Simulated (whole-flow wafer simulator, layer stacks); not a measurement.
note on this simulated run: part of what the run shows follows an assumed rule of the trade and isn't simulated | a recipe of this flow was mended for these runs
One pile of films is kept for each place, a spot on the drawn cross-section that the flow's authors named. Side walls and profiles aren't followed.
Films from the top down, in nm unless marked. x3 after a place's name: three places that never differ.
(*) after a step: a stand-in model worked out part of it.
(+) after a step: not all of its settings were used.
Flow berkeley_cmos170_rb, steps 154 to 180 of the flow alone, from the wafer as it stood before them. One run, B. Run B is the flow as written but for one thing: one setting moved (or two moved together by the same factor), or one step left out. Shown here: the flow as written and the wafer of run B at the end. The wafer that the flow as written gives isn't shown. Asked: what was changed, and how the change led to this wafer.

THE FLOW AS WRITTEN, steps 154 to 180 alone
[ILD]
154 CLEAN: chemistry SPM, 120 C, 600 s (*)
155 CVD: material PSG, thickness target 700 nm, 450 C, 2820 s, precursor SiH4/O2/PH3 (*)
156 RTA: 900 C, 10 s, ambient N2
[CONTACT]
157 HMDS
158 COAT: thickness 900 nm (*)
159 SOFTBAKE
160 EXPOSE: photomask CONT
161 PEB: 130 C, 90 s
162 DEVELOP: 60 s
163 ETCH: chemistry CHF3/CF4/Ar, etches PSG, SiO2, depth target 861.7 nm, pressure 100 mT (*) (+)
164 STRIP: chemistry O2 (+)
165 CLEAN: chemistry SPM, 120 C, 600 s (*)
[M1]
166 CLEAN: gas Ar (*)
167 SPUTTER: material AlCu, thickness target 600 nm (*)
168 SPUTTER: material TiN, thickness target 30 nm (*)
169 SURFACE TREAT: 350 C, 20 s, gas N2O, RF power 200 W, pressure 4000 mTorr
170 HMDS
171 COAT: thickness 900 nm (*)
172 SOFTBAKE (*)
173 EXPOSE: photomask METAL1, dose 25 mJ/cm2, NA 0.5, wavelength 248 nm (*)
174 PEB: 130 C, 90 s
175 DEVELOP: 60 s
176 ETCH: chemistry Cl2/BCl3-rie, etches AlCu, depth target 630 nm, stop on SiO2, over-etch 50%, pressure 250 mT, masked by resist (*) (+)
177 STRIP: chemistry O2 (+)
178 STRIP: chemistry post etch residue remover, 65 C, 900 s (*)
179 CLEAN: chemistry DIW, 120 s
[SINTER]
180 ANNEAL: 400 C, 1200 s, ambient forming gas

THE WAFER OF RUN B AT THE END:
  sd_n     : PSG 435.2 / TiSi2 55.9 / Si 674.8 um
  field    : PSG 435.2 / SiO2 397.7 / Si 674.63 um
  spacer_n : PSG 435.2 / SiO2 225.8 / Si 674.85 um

The cause: step 155, CVD: thickness target 480 nm was run, where the flow has thickness target 700 nm.

How the change led to this, step by step:
  155 CVD: material PSG, thickness target 700 nm, 450 C, 2820 s, precursor SiH4/O2/PH3 (*)
      field, sd_n, spacer_n, gate, spacer_p, gate_p, contact, m1: PSG +480 (new film) (as written it would be: PSG +700 (new film))
      sd_p: PSG +457.9 (new film) (as written it would be: PSG +664.1 (new film))
  163 ETCH: chemistry CHF3/CF4/Ar, etches PSG, SiO2, depth target 861.7 nm, pressure 100 mT (*) (+)
      contact: PSG -480 (all of it), TiSi2 -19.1 (as written it would be: PSG -700 (all of it), TiSi2 -8.08)
  167 SPUTTER: material AlCu, thickness target 600 nm (*)
      contact: AlCu +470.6 (new film) (as written it would be: AlCu +415.5 (new film))
  168 SPUTTER: material TiN, thickness target 30 nm (*)
      contact: TiN +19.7 (new film) (as written it would be: TiN +16.3 (new film))
  171 COAT: thickness 900 nm (*)
      sd_n: KrF-resist +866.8 (new film) (as written it would be: KrF-resist +804.8 (new film))
      contact: KrF-resist +1430.9 (new film) (as written it would be: KrF-resist +1612.7 (new film))
      (and at 1 more place)
  174 PEB: 130 C, 90 s
      contact: KrF-resist -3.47 (as written it would be: KrF-resist -4)
  175 DEVELOP: 60 s
      sd_n: KrF-resist -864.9 (all of it) (as written it would be: KrF-resist -803 (all of it))
  177 STRIP: chemistry O2 (+)
      contact: KrF-resist -940 (all of it) (as written it would be: KrF-resist -1121.3 (all of it))
      m1: KrF-resist -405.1 (all of it) (as written it would be: KrF-resist -361.6 (all of it))
